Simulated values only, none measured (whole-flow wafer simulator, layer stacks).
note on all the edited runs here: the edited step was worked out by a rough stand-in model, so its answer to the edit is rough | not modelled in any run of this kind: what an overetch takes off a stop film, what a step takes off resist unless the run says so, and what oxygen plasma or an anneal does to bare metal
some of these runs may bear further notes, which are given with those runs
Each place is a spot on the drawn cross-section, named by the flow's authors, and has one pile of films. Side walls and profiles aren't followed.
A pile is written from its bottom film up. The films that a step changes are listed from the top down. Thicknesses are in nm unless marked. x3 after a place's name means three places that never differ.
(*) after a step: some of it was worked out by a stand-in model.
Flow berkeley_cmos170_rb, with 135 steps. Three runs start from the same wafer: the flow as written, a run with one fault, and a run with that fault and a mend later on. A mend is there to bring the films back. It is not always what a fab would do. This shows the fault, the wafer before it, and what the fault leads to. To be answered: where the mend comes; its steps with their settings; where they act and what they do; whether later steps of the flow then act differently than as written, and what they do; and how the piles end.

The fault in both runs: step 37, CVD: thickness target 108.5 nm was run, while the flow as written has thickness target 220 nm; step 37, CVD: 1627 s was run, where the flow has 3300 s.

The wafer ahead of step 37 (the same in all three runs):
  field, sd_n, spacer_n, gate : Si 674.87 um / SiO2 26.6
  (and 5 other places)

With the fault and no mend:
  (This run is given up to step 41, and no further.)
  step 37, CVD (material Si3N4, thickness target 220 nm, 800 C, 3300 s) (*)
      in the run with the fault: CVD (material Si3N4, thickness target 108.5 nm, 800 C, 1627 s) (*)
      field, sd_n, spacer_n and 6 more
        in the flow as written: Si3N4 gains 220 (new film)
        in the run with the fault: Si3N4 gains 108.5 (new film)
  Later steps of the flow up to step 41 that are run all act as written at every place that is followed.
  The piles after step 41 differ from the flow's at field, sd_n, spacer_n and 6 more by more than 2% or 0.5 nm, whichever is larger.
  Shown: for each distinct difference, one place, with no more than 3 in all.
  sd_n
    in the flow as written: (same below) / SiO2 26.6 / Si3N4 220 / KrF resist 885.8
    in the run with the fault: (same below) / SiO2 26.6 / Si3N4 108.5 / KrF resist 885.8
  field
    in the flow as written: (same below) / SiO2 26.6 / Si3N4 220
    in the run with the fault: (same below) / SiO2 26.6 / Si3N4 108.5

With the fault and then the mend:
  The mend follows step 37.
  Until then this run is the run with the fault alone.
  step 37a, ETCH (chemistry h3po4, depth target 124.9 nm) (the flow's step 30, run once more with other settings)
      field, sd_n, spacer_n and 6 more
        Si3N4 loses 108.5 (all of it)
  step 37b, CLEAN (*)
      leaves every film unchanged at each place that is followed
  step 37c, CVD (material Si3N4, thickness target 220 nm, 800 C, 3300 s) (*) (the flow's step 37, run once more)
      field, sd_n, spacer_n and 6 more
        Si3N4 gains 220 (new film)
  Later steps of the flow that are run all act as written at every place that is followed.
  At every place that both follow, the piles at the end match the flow's.
